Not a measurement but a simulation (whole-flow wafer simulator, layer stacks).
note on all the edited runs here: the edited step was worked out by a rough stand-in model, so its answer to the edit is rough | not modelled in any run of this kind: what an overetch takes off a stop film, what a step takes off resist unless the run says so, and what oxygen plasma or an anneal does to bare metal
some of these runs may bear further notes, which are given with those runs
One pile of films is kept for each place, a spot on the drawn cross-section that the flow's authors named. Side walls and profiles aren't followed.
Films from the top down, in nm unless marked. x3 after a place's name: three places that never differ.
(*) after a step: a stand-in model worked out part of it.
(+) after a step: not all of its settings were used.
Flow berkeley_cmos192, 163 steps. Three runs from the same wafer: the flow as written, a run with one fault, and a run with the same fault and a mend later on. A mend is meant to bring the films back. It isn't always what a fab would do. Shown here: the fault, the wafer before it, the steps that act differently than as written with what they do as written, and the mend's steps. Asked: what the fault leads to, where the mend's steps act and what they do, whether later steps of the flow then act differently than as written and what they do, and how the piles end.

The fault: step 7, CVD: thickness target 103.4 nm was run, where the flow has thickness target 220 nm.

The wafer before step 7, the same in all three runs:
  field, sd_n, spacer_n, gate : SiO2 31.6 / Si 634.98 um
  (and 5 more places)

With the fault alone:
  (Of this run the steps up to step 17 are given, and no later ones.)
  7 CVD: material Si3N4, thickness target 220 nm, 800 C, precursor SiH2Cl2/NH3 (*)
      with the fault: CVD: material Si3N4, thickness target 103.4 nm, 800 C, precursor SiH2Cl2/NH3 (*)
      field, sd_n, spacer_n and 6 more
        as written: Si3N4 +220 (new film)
        with the fault: Si3N4 +103.4 (new film)
  Later steps of the flow that act differently than as written:
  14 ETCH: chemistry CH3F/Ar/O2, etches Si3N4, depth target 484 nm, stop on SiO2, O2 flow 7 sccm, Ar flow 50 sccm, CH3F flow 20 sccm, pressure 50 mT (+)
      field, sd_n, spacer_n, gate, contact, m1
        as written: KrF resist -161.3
        with the fault: KrF resist -83.6
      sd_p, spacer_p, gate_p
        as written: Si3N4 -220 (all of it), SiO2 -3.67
        with the fault: Si3N4 -103.4 (all of it), SiO2 -3.67
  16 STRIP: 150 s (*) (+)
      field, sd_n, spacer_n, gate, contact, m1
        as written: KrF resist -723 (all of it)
        with the fault: KrF resist -800.8 (all of it)
  After step 17 the piles differ from the flow's by more than 2% or 0.5 nm, whichever is larger, at field, sd_n, spacer_n, gate, contact, m1.
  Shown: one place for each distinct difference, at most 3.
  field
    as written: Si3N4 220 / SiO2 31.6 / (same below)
    with the fault: Si3N4 103.4 / SiO2 31.6 / (same below)

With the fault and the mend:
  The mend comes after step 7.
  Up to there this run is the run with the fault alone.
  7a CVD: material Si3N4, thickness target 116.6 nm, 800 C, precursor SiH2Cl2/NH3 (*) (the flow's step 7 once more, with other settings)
      field, sd_n, spacer_n and 6 more
        Si3N4 +116.6
  No later step of the flow acts differently than as written at any place that is followed.
  At the end the piles are the same as the flow's at every place that both follow.
